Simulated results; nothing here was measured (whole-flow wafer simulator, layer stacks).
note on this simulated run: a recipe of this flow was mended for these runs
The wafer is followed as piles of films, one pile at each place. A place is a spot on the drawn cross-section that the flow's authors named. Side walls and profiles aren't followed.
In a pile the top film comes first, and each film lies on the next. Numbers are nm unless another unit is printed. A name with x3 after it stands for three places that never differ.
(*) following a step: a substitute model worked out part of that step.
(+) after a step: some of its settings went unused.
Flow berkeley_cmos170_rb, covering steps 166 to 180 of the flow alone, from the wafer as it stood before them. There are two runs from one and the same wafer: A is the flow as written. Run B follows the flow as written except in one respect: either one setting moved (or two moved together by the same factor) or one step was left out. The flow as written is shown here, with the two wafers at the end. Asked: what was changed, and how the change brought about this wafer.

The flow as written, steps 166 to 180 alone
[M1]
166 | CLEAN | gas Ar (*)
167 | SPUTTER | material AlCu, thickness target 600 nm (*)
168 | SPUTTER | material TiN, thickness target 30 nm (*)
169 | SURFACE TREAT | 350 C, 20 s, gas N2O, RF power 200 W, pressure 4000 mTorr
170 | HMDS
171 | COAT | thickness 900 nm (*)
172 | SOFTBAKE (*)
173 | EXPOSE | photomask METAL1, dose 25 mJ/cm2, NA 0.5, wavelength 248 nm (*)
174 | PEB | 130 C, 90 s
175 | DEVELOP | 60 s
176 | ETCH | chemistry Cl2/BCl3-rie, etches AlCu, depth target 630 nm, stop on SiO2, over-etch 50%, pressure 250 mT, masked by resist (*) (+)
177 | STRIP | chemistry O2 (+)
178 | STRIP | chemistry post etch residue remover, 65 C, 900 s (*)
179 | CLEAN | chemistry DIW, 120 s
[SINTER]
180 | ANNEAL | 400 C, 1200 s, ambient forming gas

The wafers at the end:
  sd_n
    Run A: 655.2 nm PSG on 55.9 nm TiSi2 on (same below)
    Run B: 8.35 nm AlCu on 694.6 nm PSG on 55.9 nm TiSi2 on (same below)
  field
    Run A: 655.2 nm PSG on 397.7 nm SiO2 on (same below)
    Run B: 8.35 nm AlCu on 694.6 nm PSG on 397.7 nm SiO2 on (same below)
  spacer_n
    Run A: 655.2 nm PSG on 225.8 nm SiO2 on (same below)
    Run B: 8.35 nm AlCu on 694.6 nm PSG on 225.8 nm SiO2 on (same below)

What caused this: step 167, SPUTTER: thickness target 926.2 nm was run, while the flow as written has thickness target 600 nm.

Step by step, how the change led to this:
  167 | SPUTTER | material AlCu, thickness target 600 nm (*)
      field, sd_n, spacer_n, gate, spacer_p, gate_p, m1: A +600 AlCu (new film) | B +926.2 AlCu (new film)
      sd_p: A +549.6 AlCu (new film) | B +866.1 AlCu (new film)
      (as well as at 1 more place)
  168 | SPUTTER | material TiN, thickness target 30 nm (*)
      contact: A +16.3 TiN (new film) | B +13 TiN (new film)
  171 | COAT | thickness 900 nm (*)
      contact: A +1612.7 KrF-resist (new film) | B +1745.9 KrF-resist (new film)
  176 | ETCH | chemistry Cl2/BCl3-rie, etches AlCu, depth target 630 nm, stop on SiO2, over-etch 50%, pressure 250 mT, masked by resist (*) (+)
      field, sd_n, spacer_n, gate, spacer_p, gate_p: A -30 TiN (all of it), -600 AlCu (all of it), -39.4 PSG | B -30 TiN (all of it), -915 AlCu
      sd_p: A -25.8 TiN (all of it), -549.6 AlCu (all of it), -46.2 PSG | B -25.7 TiN (all of it), -866.1 AlCu (all of it), -6.65 PSG
  177 | STRIP | chemistry O2 (+)
      contact: A -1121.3 KrF-resist (all of it) | B -1254 KrF-resist (all of it)
  178 | STRIP | chemistry post etch residue remover, 65 C, 900 s (*)
      field, sd_n, spacer_n, gate, spacer_p, gate_p: A nothing | B -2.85 AlCu
Taking metal films that touch as one body, sd_n has 1 body; the flow as written gives 0 bodies.
Taking metal films that touch as one body, field has 1 body; the flow as written gives 0 bodies.
Taking metal films that touch as one body, spacer_n has 1 body; the flow as written gives 0 bodies.
